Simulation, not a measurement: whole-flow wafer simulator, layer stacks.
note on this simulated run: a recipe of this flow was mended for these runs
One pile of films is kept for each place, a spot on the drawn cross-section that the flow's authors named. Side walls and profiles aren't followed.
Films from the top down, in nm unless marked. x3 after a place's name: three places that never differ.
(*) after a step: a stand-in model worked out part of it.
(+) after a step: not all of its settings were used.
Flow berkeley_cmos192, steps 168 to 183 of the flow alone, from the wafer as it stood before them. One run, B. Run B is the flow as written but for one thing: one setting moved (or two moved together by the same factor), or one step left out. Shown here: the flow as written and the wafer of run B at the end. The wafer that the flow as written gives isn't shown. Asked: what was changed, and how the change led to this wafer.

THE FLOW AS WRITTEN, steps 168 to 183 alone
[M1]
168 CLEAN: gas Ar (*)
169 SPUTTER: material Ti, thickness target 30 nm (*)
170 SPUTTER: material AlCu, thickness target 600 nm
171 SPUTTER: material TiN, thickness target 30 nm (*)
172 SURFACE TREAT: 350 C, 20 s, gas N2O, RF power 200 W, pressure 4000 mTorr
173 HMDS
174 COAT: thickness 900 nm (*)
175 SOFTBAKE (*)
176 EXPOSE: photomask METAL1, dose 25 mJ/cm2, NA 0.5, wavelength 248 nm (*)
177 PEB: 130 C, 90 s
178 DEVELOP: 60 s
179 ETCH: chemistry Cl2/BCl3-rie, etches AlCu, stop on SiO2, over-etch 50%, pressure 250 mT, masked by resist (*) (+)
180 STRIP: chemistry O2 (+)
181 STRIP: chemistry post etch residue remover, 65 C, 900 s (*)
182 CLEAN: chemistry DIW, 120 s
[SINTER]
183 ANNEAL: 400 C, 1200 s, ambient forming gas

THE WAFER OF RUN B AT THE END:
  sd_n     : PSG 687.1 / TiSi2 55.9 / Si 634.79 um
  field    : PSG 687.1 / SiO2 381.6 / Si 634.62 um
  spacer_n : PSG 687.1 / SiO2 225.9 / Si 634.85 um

The cause: step 170, SPUTTER: thickness target 870 nm was run, where the flow has thickness target 600 nm.

How the change led to this, step by step:
  170 SPUTTER: material AlCu, thickness target 600 nm
      field, sd_n, spacer_n, gate, spacer_p, gate_p, m1: AlCu +870 (new film) (as written it would be: AlCu +600 (new film))
      sd_p: AlCu +822 (new film) (as written it would be: AlCu +557.4 (new film))
      (and at 1 more place)
  171 SPUTTER: material TiN, thickness target 30 nm (*)
      contact: TiN +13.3 (new film) (as written it would be: TiN +16 (new film))
  174 COAT: thickness 900 nm (*)
      contact: KrF-resist +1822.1 (new film) (as written it would be: KrF-resist +1717.4 (new film))
  179 ETCH: chemistry Cl2/BCl3-rie, etches AlCu, stop on SiO2, over-etch 50%, pressure 250 mT, masked by resist (*) (+)
      field, sd_n, spacer_n, gate, spacer_p, gate_p: TiN -30 (all of it), AlCu -870 (all of it), Ti -30 (all of it), PSG -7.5 (as written it would be: TiN -30 (all of it), AlCu -600 (all of it), Ti -30 (all of it), PSG -41.2)
      sd_p: TiN -26.2 (all of it), AlCu -822 (all of it), Ti -26.8 (all of it), PSG -14.4 (as written it would be: TiN -26.2 (all of it), AlCu -557.4 (all of it), Ti -26.8 (all of it), PSG -47.4)
  180 STRIP: chemistry O2 (+)
      contact: KrF-resist -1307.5 (all of it) (as written it would be: KrF-resist -1203.2 (all of it))
